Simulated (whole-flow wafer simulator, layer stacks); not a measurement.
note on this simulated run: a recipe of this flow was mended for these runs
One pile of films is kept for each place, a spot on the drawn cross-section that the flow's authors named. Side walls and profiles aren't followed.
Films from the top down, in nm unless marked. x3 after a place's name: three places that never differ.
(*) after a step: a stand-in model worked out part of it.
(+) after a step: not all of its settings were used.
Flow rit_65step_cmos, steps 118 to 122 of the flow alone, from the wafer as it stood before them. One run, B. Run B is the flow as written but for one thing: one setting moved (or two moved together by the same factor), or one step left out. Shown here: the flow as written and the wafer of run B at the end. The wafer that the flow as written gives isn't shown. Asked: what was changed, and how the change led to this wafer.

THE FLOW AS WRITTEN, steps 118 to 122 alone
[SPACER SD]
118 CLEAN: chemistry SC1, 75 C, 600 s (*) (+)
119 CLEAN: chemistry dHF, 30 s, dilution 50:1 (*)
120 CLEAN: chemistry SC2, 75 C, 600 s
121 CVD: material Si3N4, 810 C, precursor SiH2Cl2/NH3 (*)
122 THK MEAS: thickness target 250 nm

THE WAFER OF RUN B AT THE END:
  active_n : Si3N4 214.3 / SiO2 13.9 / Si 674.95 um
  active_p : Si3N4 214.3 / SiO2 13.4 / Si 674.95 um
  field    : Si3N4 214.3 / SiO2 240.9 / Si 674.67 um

The cause: step 121, CVD: 798 C was run, where the flow has 810 C.

How the change led to this, step by step:
  121 CVD: material Si3N4, 810 C, precursor SiH2Cl2/NH3 (*)
      field, field_pw, field_nw and 11 more: Si3N4 +214.3 (new film) (as written it would be: Si3N4 +250 (new film))
